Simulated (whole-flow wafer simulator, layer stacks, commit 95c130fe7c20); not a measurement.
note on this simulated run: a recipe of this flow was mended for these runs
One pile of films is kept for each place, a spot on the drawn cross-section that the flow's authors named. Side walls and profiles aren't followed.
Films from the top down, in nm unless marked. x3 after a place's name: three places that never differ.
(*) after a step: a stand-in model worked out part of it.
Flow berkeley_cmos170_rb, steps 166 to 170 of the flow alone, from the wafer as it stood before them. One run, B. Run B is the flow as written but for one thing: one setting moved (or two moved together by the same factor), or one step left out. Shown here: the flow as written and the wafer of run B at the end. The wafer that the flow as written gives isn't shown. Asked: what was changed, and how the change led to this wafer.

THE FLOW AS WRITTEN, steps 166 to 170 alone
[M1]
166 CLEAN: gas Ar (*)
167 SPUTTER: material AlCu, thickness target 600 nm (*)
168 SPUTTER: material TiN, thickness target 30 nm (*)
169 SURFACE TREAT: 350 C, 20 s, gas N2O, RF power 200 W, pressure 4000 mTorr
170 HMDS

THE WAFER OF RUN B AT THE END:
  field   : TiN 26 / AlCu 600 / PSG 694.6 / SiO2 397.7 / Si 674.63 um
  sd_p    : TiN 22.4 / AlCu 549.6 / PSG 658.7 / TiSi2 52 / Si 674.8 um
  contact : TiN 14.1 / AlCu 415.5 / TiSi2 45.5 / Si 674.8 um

The cause: step 168, SPUTTER: thickness target 26 nm was run, where the flow has thickness target 30 nm.
It can be read off the wafer: field has TiN 26, and step 168 as written asks for 30 nm.

How the change led to this, step by step:
  168 SPUTTER: material TiN, thickness target 30 nm (*)
      field, sd_n, spacer_n, gate, spacer_p, gate_p, m1: TiN +26 (new film) (as written it would be: TiN +30 (new film))
      sd_p: TiN +22.4 (new film) (as written it would be: TiN +25.8 (new film))
      (and at 1 more place)
